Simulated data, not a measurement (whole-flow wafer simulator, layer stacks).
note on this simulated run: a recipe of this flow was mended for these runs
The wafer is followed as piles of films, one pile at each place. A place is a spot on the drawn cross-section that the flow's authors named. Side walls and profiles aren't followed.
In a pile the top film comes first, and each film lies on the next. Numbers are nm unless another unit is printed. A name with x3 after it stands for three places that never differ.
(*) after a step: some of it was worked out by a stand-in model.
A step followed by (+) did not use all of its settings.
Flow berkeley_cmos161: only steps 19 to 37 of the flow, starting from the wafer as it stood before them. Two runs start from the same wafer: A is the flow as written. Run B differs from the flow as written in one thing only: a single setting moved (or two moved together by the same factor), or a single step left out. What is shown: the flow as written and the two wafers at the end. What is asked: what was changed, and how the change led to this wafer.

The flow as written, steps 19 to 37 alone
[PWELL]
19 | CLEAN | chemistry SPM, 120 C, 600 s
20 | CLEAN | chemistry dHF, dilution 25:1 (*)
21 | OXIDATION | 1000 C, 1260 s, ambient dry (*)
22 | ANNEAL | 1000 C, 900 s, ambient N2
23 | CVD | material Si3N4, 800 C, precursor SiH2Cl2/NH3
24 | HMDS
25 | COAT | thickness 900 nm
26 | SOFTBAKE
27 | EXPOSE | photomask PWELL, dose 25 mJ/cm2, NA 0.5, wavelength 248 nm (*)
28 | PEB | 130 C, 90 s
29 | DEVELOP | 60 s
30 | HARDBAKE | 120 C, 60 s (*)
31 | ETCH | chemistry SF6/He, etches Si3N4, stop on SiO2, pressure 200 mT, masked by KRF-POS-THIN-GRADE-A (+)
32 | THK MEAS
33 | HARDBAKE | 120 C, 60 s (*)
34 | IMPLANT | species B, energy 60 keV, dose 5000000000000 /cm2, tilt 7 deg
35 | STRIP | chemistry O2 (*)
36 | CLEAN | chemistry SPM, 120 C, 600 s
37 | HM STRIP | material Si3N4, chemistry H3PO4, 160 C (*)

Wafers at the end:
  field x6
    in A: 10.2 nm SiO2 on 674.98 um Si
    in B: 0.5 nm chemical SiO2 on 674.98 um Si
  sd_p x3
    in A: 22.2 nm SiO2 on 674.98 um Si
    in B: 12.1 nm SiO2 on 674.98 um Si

The reason: step 37, HM STRIP: 171 C was run, whereas the flow has 160 C.

Step by step, how the change led to this:
  37 | HM STRIP | material Si3N4, chemistry H3PO4, 160 C (*)
      field x6: A SiO2 loses 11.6 | B chemical SiO2 gains 0.5 (new film), SiO2 loses 21.8 (all of it), Si loses 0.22
      sd_p x3: A Si3N4 loses 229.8 (all of it), SiO2 loses 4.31 | B Si3N4 loses 229.8 (all of it), SiO2 loses 14.5
